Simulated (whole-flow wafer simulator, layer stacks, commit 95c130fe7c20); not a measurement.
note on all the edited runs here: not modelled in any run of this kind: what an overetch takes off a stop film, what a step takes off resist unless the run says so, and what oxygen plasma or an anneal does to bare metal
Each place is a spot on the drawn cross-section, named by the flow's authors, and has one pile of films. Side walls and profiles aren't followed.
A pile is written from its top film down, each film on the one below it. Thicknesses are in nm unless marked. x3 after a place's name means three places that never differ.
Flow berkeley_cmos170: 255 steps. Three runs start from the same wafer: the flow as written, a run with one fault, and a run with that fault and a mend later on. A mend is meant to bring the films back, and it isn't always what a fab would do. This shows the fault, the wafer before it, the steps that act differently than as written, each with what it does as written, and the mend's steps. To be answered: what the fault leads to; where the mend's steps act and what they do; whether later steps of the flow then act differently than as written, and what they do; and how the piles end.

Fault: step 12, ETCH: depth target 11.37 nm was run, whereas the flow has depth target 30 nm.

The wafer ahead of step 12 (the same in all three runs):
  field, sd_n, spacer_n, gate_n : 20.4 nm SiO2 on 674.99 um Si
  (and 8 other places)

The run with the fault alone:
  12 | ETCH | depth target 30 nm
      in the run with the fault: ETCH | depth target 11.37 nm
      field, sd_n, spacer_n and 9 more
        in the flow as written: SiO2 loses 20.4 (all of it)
        in the run with the fault: SiO2 loses 11.4
  Steps further on in the flow that do not act as written:
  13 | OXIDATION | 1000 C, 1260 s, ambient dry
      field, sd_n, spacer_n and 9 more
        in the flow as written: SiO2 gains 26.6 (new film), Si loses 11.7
        in the run with the fault: SiO2 gains 20.1, Si loses 8.84
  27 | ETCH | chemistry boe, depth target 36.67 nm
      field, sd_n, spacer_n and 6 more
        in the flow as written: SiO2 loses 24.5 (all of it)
        in the run with the fault: SiO2 loses 27 (all of it)
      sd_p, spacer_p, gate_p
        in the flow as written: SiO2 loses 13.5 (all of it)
        in the run with the fault: SiO2 loses 16.1 (all of it)
  When the end is reached, the piles differ only a little from the flow's at the places that both follow, at most by 2% or 0.5 nm, whichever is larger.

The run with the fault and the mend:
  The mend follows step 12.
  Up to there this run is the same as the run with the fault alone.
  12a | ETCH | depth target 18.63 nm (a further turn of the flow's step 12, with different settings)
      field, sd_n, spacer_n and 9 more
        SiO2 loses 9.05 (all of it)
  Every later step of the flow that is run acts as written at every place that is followed.
  At every place that both follow, the piles at the end match the flow's.
